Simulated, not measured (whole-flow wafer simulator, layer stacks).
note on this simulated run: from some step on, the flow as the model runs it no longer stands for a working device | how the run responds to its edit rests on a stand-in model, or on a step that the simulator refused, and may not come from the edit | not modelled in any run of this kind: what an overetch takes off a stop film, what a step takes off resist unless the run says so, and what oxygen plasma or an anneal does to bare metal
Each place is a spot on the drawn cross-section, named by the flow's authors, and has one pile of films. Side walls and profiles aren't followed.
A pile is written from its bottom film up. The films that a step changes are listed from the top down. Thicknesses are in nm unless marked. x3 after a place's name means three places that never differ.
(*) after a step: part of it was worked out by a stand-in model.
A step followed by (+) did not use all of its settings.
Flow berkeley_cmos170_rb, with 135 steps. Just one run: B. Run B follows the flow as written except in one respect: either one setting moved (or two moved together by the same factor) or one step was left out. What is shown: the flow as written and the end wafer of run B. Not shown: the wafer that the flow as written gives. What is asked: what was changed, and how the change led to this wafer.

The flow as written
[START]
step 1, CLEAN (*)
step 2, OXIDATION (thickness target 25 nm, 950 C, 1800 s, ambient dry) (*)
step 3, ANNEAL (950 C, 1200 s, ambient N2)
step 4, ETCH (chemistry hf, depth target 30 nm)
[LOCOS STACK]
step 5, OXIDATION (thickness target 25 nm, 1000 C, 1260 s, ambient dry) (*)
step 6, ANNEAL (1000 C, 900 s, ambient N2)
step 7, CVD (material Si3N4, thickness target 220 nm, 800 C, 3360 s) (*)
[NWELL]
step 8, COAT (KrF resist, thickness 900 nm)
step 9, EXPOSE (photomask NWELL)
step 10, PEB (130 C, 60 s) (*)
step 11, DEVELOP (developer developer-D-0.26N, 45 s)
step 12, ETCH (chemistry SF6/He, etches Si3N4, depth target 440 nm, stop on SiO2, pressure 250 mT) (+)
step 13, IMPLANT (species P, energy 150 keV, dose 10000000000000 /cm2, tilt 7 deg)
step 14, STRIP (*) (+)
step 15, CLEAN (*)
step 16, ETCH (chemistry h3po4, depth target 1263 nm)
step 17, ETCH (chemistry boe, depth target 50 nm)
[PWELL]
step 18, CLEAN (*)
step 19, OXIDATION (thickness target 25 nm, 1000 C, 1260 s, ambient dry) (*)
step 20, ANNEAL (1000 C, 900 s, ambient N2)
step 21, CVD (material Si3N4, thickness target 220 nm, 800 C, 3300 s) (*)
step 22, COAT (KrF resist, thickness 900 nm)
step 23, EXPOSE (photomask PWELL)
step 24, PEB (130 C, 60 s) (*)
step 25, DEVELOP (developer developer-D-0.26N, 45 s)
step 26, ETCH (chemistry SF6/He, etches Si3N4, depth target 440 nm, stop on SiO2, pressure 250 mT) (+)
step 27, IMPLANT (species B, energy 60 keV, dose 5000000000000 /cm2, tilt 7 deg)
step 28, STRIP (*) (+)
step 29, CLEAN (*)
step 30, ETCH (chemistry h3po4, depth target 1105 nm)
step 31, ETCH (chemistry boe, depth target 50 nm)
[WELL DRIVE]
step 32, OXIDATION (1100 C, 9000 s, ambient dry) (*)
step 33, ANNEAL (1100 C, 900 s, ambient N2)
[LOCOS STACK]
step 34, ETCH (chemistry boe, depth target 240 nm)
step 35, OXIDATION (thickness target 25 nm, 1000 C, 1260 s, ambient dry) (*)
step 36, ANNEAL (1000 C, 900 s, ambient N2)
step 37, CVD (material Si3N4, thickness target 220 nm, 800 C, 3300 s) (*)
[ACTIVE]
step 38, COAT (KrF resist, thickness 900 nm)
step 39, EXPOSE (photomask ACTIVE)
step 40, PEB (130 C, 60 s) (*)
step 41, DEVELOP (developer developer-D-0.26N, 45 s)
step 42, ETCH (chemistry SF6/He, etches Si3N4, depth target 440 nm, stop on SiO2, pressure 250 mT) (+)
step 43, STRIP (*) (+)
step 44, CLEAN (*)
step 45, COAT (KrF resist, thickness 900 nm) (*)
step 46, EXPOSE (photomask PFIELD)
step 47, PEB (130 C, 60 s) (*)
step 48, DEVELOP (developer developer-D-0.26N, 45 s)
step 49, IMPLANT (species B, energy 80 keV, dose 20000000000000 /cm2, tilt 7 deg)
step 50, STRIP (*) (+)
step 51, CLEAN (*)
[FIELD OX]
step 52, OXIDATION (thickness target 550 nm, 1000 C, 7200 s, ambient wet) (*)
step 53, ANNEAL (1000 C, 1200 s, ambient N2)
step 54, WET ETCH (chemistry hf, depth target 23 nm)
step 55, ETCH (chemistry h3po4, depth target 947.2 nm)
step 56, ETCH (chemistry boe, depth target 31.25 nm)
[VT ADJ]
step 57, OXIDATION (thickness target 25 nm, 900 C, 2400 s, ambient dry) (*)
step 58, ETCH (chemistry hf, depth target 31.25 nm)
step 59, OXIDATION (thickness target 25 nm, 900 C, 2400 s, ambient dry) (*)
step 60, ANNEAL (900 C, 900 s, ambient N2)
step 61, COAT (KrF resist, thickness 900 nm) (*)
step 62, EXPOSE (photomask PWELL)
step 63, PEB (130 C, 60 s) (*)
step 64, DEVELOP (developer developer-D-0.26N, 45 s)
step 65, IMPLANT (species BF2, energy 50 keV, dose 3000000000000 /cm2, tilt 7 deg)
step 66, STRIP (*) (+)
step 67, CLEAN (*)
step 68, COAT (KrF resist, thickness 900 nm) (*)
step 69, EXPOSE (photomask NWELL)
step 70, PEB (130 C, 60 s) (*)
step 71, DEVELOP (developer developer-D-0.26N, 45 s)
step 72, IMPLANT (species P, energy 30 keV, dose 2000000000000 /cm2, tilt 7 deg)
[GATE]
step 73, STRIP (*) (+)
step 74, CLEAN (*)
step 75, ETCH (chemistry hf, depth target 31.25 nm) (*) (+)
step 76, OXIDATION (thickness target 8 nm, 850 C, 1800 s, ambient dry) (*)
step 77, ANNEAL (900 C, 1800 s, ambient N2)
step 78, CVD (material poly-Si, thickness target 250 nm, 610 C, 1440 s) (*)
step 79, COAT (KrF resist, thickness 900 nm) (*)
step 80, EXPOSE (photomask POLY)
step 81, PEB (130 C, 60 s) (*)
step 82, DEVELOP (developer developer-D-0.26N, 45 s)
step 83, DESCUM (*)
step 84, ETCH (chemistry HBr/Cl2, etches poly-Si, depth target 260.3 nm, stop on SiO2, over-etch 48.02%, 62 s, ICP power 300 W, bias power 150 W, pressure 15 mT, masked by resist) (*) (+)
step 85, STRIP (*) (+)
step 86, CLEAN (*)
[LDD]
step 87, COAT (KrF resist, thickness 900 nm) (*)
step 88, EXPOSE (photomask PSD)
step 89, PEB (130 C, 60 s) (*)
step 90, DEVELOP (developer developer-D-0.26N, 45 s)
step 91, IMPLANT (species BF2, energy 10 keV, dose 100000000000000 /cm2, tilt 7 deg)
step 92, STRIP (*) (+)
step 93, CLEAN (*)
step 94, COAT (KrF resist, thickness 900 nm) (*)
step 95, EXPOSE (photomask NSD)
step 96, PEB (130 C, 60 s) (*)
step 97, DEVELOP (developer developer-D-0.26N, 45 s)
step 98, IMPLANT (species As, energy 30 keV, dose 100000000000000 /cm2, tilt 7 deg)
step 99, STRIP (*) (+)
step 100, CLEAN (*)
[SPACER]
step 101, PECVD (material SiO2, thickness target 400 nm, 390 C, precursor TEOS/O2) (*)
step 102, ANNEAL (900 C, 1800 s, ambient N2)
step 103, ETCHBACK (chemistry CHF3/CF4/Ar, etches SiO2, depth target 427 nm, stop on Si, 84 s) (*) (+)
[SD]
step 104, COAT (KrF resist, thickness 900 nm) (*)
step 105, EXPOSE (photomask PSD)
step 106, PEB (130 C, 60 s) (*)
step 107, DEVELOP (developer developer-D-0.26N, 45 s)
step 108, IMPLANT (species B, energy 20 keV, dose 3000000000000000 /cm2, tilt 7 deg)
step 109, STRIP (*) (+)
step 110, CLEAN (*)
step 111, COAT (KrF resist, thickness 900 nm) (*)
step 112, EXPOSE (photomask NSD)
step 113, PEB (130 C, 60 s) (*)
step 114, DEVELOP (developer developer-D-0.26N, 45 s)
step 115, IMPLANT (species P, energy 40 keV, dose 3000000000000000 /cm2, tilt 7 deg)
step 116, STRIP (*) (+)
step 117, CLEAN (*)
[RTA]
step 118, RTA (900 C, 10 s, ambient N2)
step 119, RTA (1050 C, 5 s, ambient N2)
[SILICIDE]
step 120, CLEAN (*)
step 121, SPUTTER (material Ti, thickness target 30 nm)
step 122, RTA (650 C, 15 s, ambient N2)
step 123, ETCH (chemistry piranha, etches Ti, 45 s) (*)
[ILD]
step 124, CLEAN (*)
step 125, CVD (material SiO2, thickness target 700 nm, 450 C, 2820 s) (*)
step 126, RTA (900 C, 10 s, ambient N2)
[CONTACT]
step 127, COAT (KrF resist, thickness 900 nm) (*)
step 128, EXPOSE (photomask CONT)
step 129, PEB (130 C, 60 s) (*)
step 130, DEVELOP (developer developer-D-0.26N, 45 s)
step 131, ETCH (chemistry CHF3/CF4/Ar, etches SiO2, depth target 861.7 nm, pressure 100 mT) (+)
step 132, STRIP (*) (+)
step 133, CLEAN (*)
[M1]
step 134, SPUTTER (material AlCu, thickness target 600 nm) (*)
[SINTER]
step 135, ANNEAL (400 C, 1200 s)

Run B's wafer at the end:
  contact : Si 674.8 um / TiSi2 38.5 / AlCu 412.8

The reason: step 131, ETCH: depth target 1149 nm was run, though the flow has depth target 861.7 nm.

The path from the change to this, step by step:
  step 131, ETCH (chemistry CHF3/CF4/Ar, etches SiO2, depth target 861.7 nm, pressure 100 mT) (+)
      field, sd_n, spacer_n, gate, sd_p, spacer_p, gate_p, m1: KrF resist loses 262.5 (it would be, as written: KrF resist loses 215.4)
      contact: SiO2 loses 700 (all of it), TiSi2 loses 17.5 (it would be, as written: SiO2 loses 700 (all of it), TiSi2 loses 8.08)
  step 132, STRIP (*) (+)
      field: KrF resist loses 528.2 (all of it) (it would be, as written: KrF resist loses 575.3 (all of it))
      sd_n: KrF resist loses 733.3 (all of it) (it would be, as written: KrF resist loses 780.4 (all of it))
      (and at 6 other places as well)
